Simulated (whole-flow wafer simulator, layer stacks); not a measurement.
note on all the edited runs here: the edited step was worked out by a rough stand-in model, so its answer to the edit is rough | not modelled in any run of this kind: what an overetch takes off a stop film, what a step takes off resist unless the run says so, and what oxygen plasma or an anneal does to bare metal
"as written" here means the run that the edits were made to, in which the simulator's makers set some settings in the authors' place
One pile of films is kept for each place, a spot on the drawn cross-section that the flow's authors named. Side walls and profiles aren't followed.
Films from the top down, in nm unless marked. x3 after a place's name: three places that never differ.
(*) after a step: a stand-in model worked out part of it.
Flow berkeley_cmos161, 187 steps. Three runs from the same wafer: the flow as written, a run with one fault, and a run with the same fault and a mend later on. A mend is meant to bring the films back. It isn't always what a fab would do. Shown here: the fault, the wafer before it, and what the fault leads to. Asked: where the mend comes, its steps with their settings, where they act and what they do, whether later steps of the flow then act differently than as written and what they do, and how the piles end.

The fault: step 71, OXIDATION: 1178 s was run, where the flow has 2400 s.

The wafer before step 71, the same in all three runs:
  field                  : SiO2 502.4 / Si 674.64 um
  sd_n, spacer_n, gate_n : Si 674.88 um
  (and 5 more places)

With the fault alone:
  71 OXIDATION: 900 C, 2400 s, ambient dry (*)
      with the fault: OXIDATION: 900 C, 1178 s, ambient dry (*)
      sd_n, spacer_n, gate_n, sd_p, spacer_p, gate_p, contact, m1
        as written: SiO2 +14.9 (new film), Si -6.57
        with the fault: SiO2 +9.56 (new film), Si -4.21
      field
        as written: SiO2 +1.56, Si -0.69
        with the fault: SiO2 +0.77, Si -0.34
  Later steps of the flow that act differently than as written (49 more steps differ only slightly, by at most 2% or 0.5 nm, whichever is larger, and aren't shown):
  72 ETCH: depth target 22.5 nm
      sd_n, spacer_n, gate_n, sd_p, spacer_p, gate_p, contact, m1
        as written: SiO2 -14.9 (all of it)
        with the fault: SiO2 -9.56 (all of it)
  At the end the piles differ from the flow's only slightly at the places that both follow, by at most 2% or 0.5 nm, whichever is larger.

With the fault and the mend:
  The mend comes after step 71.
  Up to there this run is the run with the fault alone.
  71a OXIDATION: 900 C, 1222 s, ambient dry (*) (the flow's step 71 once more, with other settings)
      sd_n, spacer_n, gate_n, sd_p, spacer_p, gate_p, contact, m1
        SiO2 +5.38, Si -2.37
      field
        SiO2 +0.79, Si -0.35
  No later step of the flow acts differently than as written at any place that is followed.
  At the end the piles are the same as the flow's at every place that both follow.
